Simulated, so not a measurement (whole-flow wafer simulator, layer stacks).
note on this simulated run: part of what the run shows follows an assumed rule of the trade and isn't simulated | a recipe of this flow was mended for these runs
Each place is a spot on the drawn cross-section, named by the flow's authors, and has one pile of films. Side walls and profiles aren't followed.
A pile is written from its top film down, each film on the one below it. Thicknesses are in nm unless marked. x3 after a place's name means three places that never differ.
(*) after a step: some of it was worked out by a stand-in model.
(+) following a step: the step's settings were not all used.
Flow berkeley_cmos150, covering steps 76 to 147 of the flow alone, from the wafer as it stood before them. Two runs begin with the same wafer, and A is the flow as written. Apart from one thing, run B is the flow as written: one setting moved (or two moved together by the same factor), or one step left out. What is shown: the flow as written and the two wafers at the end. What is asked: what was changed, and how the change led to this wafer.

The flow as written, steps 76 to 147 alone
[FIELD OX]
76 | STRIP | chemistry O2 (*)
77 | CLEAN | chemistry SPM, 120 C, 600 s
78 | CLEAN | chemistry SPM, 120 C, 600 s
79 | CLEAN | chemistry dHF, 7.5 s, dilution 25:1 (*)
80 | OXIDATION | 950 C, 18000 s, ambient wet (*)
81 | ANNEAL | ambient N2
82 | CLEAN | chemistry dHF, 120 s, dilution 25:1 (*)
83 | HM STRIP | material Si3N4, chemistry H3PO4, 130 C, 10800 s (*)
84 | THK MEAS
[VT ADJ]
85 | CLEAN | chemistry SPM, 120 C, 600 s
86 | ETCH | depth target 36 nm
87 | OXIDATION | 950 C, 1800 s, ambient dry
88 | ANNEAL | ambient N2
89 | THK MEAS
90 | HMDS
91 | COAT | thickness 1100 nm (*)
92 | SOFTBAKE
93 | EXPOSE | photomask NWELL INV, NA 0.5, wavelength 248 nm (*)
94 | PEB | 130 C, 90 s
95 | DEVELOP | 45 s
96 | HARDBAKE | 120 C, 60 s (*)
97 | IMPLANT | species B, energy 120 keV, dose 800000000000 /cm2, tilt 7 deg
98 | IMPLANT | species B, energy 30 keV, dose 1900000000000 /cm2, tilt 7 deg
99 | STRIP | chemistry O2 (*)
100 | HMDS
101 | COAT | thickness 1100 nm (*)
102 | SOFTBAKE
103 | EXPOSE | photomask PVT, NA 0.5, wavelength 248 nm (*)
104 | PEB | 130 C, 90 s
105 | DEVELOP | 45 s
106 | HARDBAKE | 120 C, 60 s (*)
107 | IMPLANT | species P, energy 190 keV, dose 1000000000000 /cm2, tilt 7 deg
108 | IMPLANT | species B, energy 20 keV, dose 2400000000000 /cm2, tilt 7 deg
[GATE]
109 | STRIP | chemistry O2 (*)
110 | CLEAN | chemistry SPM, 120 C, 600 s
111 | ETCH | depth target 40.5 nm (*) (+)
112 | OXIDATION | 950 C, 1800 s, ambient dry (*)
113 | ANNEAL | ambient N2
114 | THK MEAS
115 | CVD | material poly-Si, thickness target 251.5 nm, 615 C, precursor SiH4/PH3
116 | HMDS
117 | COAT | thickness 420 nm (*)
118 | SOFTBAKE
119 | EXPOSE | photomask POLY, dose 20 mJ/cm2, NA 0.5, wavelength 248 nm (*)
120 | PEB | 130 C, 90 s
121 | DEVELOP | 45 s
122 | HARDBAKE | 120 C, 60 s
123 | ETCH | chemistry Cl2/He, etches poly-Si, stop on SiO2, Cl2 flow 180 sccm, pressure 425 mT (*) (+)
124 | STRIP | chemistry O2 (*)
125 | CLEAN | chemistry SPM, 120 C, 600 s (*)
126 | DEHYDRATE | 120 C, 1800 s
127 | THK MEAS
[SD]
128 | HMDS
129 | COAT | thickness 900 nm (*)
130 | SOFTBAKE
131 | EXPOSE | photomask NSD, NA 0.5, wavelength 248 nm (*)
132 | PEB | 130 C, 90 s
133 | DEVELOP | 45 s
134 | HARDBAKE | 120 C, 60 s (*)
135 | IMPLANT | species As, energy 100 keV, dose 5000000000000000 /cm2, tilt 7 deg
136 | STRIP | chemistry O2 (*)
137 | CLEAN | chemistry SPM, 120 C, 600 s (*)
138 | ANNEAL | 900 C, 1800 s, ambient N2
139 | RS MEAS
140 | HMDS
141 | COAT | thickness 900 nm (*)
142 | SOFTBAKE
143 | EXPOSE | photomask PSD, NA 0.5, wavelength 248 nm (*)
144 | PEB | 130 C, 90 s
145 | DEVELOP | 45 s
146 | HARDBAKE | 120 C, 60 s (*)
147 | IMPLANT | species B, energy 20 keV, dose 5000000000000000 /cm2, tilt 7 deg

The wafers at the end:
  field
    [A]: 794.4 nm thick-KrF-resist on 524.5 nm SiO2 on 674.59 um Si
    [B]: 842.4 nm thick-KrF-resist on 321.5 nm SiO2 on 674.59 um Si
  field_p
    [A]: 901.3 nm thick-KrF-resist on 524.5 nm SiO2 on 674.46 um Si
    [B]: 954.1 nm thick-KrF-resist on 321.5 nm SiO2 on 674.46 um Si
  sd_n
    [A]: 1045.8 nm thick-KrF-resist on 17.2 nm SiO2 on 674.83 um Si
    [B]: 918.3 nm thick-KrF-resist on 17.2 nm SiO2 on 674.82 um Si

What caused this: step 83, HM STRIP: 188 C was run, while the flow as written has 130 C.

How this came from the change, step by step:
  83 | HM STRIP | material Si3N4, chemistry H3PO4, 130 C, 10800 s (*)
      gate_n, contact, m1: A Si3N4 loses 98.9 (all of it), SiO2 loses 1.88 | B chemical SiO2 gains 0.5 (new film), Si3N4 loses 98.9 (all of it), SiO2 loses 31.5 (all of it), Si loses 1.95
      sd_p, gate_p: A Si3N4 loses 98.7 (all of it), SiO2 loses 1.88 | B chemical SiO2 gains 0.5 (new film), Si3N4 loses 98.7 (all of it), SiO2 loses 31.5 (all of it), Si loses 1.97
      (and at 3 other places as well)
  86 | ETCH | depth target 36 nm
      gate_n, sd_p, gate_p, contact, m1: A SiO2 loses 29.6 (all of it) | B chemical SiO2 loses 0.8 (all of it)
      sd_n: A SiO2 loses 36 | B chemical SiO2 loses 0.8 (all of it)
  87 | OXIDATION | 950 C, 1800 s, ambient dry
      sd_n: A SiO2 gains 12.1, Si loses 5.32 | B SiO2 gains 20.4 (new film), Si loses 8.98
      field, field_p: A SiO2 gains 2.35, Si loses 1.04 | B SiO2 gains 3.33, Si loses 1.46
  91 | COAT | thickness 1100 nm (*)
      field: A thick-KrF-resist gains 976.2 (new film) | B thick-KrF-resist gains 1038.2 (new film)
      field_p: A thick-KrF-resist gains 1087.8 (new film) | B thick-KrF-resist gains 1151.8 (new film)
      (and at 6 other places as well)
  95 | DEVELOP | 45 s
      field: A thick-KrF-resist loses 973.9 (all of it) | B thick-KrF-resist loses 1035.7 (all of it)
      sd_n: A thick-KrF-resist loses 1239.9 (all of it) | B thick-KrF-resist loses 1141.6 (all of it)
      (and at 3 other places as well)
  99 | STRIP | chemistry O2 (*)
      field_p: A thick-KrF-resist loses 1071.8 (all of it) | B thick-KrF-resist loses 1135.7 (all of it)
      sd_p: A thick-KrF-resist loses 1300.7 (all of it) | B thick-KrF-resist loses 1195.8 (all of it)
      (and at 1 other place as well)
  101 | COAT | thickness 1100 nm (*)
      field: A thick-KrF-resist gains 976.2 (new film) | B thick-KrF-resist gains 1038.2 (new film)
      field_p: A thick-KrF-resist gains 1087.8 (new film) | B thick-KrF-resist gains 1151.8 (new film)
      (and at 6 other places as well)
  105 | DEVELOP | 45 s
      sd_p: A thick-KrF-resist loses 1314 (all of it) | B thick-KrF-resist loses 1209.1 (all of it)
      gate_p: A thick-KrF-resist loses 1288.3 (all of it) | B thick-KrF-resist loses 1200 (all of it)
  109 | STRIP | chemistry O2 (*)
      field: A thick-KrF-resist loses 960.6 (all of it) | B thick-KrF-resist loses 1022.4 (all of it)
      field_p: A thick-KrF-resist loses 1071.8 (all of it) | B thick-KrF-resist loses 1135.7 (all of it)
      (and at 4 other places as well)
  111 | ETCH | depth target 40.5 nm (*) (+)
      sd_n: A SiO2 loses 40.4 (all of it) | B SiO2 loses 20.4 (all of it)
  112 | OXIDATION | 950 C, 1800 s, ambient dry (*)
      field, field_p: A SiO2 gains 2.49, Si loses 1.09 | B SiO2 gains 3.6, Si loses 1.58
  117 | COAT | thickness 420 nm (*)
      field: A KrF-resist gains 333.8 (new film) | B KrF-resist gains 373.8 (new film)
      field_p: A KrF-resist gains 413.4 (new film) | B KrF-resist gains 459.8 (new film)
      (and at 6 other places as well)
  121 | DEVELOP | 45 s
      field: A KrF-resist loses 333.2 (all of it) | B KrF-resist loses 373.1 (all of it)
      field_p: A KrF-resist loses 412.6 (all of it) | B KrF-resist loses 458.8 (all of it)
      (and at 4 other places as well)
  122 | HARDBAKE | 120 C, 60 s
      gate_n: A KrF-resist loses 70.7 | B KrF-resist loses 62.3
      gate_p: A KrF-resist loses 77.2 | B KrF-resist loses 68.9
  124 | STRIP | chemistry O2 (*)
      gate_n: A chemical SiO2 gains 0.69 (new film), KrF-resist loses 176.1 (all of it), poly-Si loses 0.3 | B chemical SiO2 gains 0.7 (new film), KrF-resist loses 129 (all of it), poly-Si loses 0.31
      gate_p: A chemical SiO2 gains 0.69 (new film), KrF-resist loses 213.2 (all of it), poly-Si loses 0.3 | B chemical SiO2 gains 0.7 (new film), KrF-resist loses 166.4 (all of it), poly-Si loses 0.31
  129 | COAT | thickness 900 nm (*)
      field: A thick-KrF-resist gains 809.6 (new film) | B thick-KrF-resist gains 857.8 (new film)
      field_p: A thick-KrF-resist gains 916.8 (new film) | B thick-KrF-resist gains 969.7 (new film)
      (and at 6 other places as well)
  ... 3 further steps ...
  145 | DEVELOP | 45 s
      sd_p: A thick-KrF-resist loses 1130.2 (all of it) | B thick-KrF-resist loses 1020.1 (all of it)
      gate_p: A thick-KrF-resist loses 886.7 (all of it) | B thick-KrF-resist loses 797.1 (all of it)
